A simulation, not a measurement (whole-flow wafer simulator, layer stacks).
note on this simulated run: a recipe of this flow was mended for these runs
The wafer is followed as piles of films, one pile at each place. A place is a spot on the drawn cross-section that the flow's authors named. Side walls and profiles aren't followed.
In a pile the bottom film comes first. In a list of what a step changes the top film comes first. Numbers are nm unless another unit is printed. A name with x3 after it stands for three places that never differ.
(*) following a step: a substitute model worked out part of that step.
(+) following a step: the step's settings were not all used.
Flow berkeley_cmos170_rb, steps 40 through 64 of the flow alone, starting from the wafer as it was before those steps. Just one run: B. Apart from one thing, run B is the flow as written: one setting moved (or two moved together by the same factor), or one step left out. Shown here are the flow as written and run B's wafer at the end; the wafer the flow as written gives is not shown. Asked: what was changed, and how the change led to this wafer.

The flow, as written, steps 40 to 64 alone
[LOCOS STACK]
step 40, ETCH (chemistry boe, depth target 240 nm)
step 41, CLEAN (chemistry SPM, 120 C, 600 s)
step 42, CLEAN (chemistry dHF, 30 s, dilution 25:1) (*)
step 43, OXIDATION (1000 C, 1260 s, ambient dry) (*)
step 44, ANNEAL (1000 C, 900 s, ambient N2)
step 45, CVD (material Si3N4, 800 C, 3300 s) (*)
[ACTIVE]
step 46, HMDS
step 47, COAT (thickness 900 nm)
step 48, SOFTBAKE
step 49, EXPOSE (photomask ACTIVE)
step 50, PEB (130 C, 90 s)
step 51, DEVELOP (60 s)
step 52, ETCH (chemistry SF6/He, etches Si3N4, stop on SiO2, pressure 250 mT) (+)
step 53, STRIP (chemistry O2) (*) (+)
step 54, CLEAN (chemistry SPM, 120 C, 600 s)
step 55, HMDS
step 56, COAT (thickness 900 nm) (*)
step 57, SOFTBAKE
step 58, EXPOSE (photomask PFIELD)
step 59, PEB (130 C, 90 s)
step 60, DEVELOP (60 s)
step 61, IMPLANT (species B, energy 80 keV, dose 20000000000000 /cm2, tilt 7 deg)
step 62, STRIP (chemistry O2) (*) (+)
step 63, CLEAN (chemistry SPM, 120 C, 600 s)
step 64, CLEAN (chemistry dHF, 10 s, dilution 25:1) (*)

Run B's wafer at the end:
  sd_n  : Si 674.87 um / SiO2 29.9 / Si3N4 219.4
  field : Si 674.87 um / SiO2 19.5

Cause: step 43, OXIDATION: 1575 s was run, whereas the flow has 1260 s.

Step by step, how the change led to this:
  step 43, OXIDATION (1000 C, 1260 s, ambient dry) (*)
      field, sd_n, spacer_n and 6 more: SiO2 gains 29.9 (new film), Si loses 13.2 (as written it would have been: SiO2 gains 26.6 (new film), Si loses 11.7)
